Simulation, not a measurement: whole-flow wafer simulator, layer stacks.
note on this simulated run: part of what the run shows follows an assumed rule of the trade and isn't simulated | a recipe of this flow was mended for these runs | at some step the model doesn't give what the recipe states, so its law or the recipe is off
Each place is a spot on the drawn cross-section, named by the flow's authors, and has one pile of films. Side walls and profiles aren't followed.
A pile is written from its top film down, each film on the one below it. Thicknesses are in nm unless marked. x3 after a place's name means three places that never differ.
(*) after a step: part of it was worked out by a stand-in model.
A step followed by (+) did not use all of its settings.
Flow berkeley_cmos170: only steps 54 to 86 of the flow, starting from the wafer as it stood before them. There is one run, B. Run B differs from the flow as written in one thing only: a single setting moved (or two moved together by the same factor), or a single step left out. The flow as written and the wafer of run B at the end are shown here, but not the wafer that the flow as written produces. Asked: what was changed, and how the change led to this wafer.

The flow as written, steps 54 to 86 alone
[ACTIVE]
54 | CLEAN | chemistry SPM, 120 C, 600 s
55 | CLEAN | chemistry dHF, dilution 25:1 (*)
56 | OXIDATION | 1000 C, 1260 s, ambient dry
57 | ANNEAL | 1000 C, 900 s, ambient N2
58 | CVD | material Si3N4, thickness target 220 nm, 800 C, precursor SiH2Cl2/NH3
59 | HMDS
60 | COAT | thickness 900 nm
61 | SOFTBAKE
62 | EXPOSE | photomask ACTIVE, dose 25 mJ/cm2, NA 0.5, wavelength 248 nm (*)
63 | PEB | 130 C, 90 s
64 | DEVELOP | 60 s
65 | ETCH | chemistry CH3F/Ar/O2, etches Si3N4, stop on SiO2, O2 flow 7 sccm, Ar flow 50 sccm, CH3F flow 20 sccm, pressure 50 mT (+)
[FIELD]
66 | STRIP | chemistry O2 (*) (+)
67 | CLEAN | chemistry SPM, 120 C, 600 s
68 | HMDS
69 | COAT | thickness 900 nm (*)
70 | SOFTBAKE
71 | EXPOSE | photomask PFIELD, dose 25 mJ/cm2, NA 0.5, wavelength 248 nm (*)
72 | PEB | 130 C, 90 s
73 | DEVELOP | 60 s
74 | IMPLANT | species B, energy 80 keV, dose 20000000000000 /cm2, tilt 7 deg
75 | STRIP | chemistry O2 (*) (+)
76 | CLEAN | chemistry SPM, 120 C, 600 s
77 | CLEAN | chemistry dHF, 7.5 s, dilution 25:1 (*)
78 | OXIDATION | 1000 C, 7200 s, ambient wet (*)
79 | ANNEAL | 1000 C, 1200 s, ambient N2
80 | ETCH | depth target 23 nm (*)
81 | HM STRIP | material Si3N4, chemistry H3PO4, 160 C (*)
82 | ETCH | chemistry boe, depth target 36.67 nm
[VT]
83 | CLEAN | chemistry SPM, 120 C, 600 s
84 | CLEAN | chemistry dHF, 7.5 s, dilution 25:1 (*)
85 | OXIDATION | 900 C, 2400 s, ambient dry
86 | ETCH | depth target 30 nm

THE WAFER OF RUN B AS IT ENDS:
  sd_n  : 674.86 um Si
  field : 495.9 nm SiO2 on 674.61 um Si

What caused this: step 58, CVD: thickness target 246 nm was run, while the flow as written has thickness target 220 nm; step 78, OXIDATION: 8064 s was run, where the flow has 7200 s.

The path from the change to this, step by step:
  58 | CVD | material Si3N4, thickness target 220 nm, 800 C, precursor SiH2Cl2/NH3
      field, mark, sd_n and 10 more: +246 Si3N4 (new film) (it would be, as written: +220 Si3N4 (new film))
  65 | ETCH | chemistry CH3F/Ar/O2, etches Si3N4, stop on SiO2, O2 flow 7 sccm, Ar flow 50 sccm, CH3F flow 20 sccm, pressure 50 mT (+)
      mark, sd_n, spacer_n and 9 more: -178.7 KrF-resist (it would be, as written: -161.3 KrF-resist)
      field: -246 Si3N4 (all of it), -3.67 SiO2 (it would be, as written: -220 Si3N4 (all of it), -3.67 SiO2)
  66 | STRIP | chemistry O2 (*) (+)
      mark, sd_n, spacer_n and 9 more: -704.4 KrF-resist (all of it) (it would be, as written: -721.7 KrF-resist (all of it))
  78 | OXIDATION | 1000 C, 7200 s, ambient wet (*)
      sd_n, sd_p: +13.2 SiO2 (new film), -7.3 Si3N4 (it would be, as written: +12.1 SiO2 (new film), -6.7 Si3N4, +0.07 SiO2, -0.07 Si)
      mark, spacer_n, gate_n and 7 more: +13.2 SiO2 (new film), -7.3 Si3N4 (it would be, as written: +12.1 SiO2 (new film), -6.7 Si3N4)
      (as well as at 1 more place)
  80 | ETCH | depth target 23 nm (*)
      mark, sd_n, spacer_n and 9 more: -13.2 SiO2 (all of it), -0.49 Si3N4 (it would be, as written: -12.1 SiO2 (all of it), -0.54 Si3N4)
  81 | HM STRIP | material Si3N4, chemistry H3PO4, 160 C (*)
      mark, sd_n, spacer_n and 9 more: -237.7 Si3N4 (all of it), -12.4 SiO2 (it would be, as written: -212.2 Si3N4 (all of it), -11.1 SiO2)
      field: -19.8 SiO2 (it would be, as written: -17.7 SiO2)
  82 | ETCH | chemistry boe, depth target 36.67 nm
      mark, sd_n, spacer_n and 9 more: -14.1 SiO2 (all of it) (it would be, as written: -15.5 SiO2 (all of it))
